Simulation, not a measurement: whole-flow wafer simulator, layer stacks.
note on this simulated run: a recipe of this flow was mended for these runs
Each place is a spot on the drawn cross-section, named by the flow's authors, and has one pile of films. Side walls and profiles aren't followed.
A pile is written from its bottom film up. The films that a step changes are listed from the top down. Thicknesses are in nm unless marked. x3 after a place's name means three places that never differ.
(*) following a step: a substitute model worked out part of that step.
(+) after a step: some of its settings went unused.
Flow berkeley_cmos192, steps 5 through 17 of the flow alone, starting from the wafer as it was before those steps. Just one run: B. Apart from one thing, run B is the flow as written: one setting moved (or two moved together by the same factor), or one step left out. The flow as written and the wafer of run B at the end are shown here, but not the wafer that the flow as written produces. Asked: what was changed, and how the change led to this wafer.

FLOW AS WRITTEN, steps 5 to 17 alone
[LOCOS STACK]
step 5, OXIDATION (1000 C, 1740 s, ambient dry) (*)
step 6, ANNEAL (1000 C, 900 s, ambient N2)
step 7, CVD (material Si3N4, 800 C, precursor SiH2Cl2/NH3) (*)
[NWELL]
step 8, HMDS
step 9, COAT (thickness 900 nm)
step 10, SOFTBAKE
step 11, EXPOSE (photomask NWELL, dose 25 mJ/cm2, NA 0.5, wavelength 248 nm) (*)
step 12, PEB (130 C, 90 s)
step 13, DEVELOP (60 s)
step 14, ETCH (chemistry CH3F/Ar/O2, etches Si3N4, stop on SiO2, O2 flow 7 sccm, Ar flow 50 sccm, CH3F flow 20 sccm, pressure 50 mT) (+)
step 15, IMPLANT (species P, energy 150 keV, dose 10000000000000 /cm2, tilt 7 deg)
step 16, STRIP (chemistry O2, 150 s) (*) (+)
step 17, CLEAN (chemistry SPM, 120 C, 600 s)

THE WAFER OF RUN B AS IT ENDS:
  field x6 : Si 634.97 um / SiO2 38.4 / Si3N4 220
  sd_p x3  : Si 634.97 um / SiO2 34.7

Cause: step 5, OXIDATION: 2436 s was run, while the flow as written has 1740 s.

How this came from the change, step by step:
  step 5, OXIDATION (1000 C, 1740 s, ambient dry) (*)
      field x6, sd_p x3: +38.4 SiO2 (new film), -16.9 Si (it would be, as written: +31.6 SiO2 (new film), -13.9 Si)
